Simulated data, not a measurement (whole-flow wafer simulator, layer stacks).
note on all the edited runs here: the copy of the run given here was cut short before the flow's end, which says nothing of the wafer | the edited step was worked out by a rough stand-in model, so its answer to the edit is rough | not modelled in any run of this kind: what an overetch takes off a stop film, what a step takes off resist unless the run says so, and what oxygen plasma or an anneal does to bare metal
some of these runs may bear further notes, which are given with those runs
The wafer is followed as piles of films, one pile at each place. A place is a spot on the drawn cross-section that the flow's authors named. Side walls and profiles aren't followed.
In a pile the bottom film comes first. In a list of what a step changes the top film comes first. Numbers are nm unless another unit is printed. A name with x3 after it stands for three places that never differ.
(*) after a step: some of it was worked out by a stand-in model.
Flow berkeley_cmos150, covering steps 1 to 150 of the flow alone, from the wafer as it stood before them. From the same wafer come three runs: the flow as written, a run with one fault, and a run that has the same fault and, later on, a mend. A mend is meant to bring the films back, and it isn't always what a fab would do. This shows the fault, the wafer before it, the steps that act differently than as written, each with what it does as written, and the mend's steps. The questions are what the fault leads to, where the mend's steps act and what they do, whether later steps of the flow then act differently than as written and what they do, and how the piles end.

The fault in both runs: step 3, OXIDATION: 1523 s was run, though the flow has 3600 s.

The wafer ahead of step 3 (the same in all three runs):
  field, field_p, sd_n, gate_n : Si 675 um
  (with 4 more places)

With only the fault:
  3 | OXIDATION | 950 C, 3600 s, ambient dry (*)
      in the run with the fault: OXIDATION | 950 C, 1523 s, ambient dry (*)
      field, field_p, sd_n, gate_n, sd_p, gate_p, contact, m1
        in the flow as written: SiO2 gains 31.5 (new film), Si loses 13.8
        in the run with the fault: SiO2 gains 18.4 (new film), Si loses 8.11
  Steps later in the flow that act otherwise than as written (35 other steps are not shown; they differ only slightly, by no more than 2% or 0.5 nm, whichever is larger):
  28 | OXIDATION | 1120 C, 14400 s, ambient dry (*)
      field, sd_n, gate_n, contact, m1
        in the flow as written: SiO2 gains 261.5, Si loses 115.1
        in the run with the fault: SiO2 gains 272.3, Si loses 119.8
  The piles end only slightly different from the flow's at the places that both follow, by no more than 2% or 0.5 nm, whichever is larger.

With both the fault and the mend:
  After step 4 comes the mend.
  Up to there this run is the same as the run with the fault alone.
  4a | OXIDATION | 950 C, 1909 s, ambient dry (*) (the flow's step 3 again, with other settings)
      field, field_p, sd_n, gate_n, sd_p, gate_p, contact, m1
        SiO2 gains 13.2, Si loses 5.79
  Every later step of the flow that is run acts as written, at every place that is followed, to within 2% or 0.5 nm, whichever is larger.
  At every place that both follow, the piles at the end match the flow's.
